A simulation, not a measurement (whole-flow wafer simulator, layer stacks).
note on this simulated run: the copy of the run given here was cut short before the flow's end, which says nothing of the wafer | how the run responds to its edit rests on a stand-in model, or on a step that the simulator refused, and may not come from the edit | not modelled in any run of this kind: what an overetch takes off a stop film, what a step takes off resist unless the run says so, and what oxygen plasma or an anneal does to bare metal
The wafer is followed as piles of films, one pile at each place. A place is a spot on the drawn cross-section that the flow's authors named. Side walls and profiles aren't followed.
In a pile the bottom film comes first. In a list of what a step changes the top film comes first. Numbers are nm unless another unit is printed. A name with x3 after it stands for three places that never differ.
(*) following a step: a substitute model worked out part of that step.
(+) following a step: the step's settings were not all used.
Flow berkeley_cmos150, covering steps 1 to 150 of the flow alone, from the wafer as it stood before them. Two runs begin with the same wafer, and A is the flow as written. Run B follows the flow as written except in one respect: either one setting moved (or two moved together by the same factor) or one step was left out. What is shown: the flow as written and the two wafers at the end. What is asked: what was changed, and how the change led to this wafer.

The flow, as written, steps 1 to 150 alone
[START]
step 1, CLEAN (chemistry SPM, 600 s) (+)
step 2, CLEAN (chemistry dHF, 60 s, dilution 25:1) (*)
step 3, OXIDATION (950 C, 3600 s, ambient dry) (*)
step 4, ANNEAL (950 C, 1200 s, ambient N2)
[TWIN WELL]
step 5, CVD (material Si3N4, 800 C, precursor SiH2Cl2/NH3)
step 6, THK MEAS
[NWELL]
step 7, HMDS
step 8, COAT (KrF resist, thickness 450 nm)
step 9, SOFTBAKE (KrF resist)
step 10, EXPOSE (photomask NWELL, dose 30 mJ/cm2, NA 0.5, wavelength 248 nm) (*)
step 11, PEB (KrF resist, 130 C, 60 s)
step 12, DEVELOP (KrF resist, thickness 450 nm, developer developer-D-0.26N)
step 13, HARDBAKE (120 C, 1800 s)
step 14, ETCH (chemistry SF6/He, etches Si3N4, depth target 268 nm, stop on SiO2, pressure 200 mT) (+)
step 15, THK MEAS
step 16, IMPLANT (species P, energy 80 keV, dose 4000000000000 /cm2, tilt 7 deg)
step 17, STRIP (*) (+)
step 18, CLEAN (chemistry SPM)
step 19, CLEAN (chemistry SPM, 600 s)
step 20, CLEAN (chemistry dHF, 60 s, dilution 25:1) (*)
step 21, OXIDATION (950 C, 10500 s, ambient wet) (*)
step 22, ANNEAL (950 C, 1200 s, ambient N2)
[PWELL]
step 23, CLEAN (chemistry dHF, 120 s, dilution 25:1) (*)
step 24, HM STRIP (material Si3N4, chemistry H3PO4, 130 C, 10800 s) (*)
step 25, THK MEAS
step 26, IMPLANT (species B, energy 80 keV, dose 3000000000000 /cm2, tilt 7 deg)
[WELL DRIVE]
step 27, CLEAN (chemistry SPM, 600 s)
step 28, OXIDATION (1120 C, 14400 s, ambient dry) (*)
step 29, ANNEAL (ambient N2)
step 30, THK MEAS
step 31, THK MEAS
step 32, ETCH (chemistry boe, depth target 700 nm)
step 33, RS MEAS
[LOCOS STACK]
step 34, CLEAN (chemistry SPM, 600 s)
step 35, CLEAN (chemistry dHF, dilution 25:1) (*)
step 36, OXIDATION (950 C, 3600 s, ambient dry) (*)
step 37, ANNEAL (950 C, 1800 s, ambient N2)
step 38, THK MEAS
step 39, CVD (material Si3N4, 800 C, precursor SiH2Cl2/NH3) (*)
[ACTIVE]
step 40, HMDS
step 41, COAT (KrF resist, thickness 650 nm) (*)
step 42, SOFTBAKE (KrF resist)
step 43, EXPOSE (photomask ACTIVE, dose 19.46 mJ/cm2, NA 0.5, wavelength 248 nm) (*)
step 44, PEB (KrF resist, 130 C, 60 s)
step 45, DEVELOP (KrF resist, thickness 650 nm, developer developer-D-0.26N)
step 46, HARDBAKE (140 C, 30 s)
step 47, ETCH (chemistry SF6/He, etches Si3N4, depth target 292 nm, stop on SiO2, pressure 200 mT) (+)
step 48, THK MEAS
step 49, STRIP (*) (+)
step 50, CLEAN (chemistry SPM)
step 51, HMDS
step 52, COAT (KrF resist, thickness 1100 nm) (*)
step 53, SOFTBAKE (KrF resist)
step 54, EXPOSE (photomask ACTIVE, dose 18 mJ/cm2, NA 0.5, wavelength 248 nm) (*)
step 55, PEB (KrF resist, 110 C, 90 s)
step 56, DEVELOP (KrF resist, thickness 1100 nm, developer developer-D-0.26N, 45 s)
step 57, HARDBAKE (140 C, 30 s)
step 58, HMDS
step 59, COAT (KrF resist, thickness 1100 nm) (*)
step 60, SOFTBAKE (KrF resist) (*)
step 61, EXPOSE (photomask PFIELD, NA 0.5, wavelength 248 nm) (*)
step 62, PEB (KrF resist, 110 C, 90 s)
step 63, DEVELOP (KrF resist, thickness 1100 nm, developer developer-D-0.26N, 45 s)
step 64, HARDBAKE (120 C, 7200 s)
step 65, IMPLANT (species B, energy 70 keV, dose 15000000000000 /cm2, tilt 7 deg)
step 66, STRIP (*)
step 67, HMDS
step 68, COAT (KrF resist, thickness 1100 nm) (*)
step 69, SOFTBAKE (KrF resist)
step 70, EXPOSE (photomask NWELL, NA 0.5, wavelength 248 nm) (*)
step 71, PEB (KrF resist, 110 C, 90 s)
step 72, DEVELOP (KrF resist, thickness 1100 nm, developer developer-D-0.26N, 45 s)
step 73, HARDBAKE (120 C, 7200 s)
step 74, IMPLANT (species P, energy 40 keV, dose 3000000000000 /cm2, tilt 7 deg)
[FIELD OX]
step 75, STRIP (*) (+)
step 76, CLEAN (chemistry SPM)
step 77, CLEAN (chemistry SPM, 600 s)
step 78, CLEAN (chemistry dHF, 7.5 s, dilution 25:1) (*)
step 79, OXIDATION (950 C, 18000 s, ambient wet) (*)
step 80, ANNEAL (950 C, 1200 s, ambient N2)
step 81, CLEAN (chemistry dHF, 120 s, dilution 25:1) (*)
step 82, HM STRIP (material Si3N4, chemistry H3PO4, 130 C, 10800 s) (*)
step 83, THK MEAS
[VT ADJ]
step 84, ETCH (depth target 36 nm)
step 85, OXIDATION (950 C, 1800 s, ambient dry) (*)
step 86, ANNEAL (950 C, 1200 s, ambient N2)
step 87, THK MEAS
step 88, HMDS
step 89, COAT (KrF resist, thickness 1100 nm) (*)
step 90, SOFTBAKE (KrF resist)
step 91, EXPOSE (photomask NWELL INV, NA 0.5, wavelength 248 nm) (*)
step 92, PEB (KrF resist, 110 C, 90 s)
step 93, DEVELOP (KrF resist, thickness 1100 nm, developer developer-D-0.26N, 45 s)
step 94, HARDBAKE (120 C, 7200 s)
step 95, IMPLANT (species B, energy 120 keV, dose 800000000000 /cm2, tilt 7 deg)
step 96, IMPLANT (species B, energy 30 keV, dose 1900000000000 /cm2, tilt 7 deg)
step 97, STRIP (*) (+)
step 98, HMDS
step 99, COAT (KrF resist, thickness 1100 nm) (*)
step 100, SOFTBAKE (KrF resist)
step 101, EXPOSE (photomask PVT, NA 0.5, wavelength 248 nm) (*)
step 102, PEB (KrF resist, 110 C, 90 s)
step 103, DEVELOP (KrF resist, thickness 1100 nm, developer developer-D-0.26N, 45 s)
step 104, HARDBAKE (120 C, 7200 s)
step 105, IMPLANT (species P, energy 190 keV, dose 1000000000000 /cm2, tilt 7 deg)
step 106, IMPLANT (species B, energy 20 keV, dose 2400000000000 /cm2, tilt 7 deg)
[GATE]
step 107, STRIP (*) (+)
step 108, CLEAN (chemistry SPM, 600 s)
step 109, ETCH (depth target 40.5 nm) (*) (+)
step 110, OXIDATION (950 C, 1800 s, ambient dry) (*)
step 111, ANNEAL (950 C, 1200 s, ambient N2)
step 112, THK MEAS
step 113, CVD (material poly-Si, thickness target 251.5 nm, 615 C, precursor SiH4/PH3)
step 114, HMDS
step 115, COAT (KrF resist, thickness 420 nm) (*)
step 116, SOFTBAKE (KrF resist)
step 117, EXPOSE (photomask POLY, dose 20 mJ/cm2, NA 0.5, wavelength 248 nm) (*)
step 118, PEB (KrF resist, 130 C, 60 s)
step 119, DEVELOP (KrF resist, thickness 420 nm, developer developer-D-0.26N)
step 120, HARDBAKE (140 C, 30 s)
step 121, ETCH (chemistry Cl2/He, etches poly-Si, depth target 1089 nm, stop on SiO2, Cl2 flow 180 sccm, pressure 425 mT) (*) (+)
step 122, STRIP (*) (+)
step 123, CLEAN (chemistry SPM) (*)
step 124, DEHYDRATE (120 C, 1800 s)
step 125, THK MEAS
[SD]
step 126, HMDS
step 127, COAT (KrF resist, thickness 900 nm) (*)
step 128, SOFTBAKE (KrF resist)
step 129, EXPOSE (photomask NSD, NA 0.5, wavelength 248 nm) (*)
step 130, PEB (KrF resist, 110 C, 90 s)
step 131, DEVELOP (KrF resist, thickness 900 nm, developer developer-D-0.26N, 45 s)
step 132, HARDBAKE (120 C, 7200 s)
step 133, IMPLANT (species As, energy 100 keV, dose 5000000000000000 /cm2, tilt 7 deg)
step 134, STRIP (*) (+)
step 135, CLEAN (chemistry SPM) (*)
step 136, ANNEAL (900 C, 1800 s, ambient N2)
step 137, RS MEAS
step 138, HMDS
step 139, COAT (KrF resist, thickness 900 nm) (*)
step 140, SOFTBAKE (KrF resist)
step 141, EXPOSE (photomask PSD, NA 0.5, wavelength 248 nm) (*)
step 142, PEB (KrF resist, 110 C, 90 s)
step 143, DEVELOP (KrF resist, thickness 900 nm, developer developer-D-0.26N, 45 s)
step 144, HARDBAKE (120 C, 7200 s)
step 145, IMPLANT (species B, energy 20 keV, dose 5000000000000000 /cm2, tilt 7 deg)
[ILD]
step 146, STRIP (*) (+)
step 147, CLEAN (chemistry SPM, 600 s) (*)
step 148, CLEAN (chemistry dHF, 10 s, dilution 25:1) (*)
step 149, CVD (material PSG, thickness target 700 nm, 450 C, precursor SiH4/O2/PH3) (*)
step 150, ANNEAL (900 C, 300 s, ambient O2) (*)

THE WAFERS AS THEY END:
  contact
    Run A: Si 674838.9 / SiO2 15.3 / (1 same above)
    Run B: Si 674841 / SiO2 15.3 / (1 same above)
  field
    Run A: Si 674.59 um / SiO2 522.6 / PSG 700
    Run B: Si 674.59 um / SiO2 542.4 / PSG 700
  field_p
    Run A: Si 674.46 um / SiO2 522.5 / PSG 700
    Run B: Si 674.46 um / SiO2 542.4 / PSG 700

Cause: step 84, ETCH: depth target 16 nm was run, whereas the flow has depth target 36 nm.

Step by step, how the change led to this:
  step 84, ETCH (depth target 36 nm)
      gate_n, sd_p, gate_p, contact, m1: A -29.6 SiO2 (all of it) | B -16 SiO2
      field, field_p, sd_n: A -36 SiO2 | B -16 SiO2
  step 85, OXIDATION (950 C, 1800 s, ambient dry) (*)
      gate_n, sd_p, gate_p, contact, m1: A +20.4 SiO2 (new film), -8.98 Si | B +15.5 SiO2, -6.82 Si
      sd_n: A +12.2 SiO2, -5.35 Si | B +8.79 SiO2, -3.87 Si
  step 109, ETCH (depth target 40.5 nm) (*) (+)
      sd_n: A -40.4 SiO2 (all of it) | B -40.5 SiO2
      gate_n, sd_p, gate_p, contact, m1: A -20.4 SiO2 (all of it) | B -29.1 SiO2 (all of it)
  step 110, OXIDATION (950 C, 1800 s, ambient dry) (*)
      sd_n: A +20.4 SiO2 (new film), -8.98 Si | B +13.8 SiO2, -6.07 Si
  step 122, STRIP (*) (+)
      gate_n: A +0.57 chemical SiO2 (new film), -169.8 KrF resist (all of it), -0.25 poly-Si | B +0.57 chemical SiO2 (new film), -176.5 KrF resist (all of it), -0.25 poly-Si
